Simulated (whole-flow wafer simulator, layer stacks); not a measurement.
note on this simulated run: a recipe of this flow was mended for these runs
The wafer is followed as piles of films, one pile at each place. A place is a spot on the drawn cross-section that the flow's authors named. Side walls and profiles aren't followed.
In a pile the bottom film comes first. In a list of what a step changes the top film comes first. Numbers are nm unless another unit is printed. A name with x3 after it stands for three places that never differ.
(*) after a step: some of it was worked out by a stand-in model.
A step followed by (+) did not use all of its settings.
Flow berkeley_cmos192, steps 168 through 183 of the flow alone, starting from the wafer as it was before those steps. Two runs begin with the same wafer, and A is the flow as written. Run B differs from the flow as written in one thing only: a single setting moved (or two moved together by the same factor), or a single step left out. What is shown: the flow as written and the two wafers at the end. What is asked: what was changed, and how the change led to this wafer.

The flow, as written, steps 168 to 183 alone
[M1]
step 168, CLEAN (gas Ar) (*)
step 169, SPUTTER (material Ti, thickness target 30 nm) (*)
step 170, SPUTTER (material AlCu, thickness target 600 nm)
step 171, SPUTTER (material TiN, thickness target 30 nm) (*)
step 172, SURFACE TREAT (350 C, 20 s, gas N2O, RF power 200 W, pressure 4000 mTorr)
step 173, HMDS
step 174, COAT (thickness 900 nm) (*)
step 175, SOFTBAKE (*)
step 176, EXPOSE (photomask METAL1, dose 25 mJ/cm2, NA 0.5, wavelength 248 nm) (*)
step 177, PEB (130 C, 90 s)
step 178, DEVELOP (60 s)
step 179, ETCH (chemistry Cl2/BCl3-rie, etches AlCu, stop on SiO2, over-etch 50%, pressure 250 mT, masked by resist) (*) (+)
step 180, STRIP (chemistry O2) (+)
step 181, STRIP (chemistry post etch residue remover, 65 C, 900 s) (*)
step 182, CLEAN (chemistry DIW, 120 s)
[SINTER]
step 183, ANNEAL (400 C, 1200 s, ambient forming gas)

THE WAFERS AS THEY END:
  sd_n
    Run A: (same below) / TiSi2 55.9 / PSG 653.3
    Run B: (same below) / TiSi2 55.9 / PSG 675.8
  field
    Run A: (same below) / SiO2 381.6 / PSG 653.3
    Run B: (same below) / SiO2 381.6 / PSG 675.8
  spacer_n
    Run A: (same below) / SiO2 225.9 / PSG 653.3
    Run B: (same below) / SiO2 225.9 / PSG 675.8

Cause: step 170, SPUTTER: thickness target 780 nm was run, though the flow has thickness target 600 nm.

How this came from the change, step by step:
  step 170, SPUTTER (material AlCu, thickness target 600 nm)
      field, sd_n, spacer_n, gate, spacer_p, gate_p, m1: A AlCu gains 600 (new film) | B AlCu gains 780 (new film)
      sd_p: A AlCu gains 557.4 (new film) | B AlCu gains 733.8 (new film)
      (also at 1 further place)
  step 171, SPUTTER (material TiN, thickness target 30 nm) (*)
      contact: A TiN gains 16 (new film) | B TiN gains 14.2 (new film)
  step 174, COAT (thickness 900 nm) (*)
      contact: A KrF-resist gains 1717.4 (new film) | B KrF-resist gains 1783.9 (new film)
  step 179, ETCH (chemistry Cl2/BCl3-rie, etches AlCu, stop on SiO2, over-etch 50%, pressure 250 mT, masked by resist) (*) (+)
      field, sd_n, spacer_n, gate, spacer_p, gate_p: A TiN loses 30 (all of it), AlCu loses 600 (all of it), Ti loses 30 (all of it), PSG loses 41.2 | B TiN loses 30 (all of it), AlCu loses 780 (all of it), Ti loses 30 (all of it), PSG loses 18.8
      sd_p: A TiN loses 26.2 (all of it), AlCu loses 557.4 (all of it), Ti loses 26.8 (all of it), PSG loses 47.4 | B TiN loses 26.2 (all of it), AlCu loses 733.8 (all of it), Ti loses 26.8 (all of it), PSG loses 25.4
  step 180, STRIP (chemistry O2) (+)
      contact: A KrF-resist loses 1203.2 (all of it) | B KrF-resist loses 1269.5 (all of it)
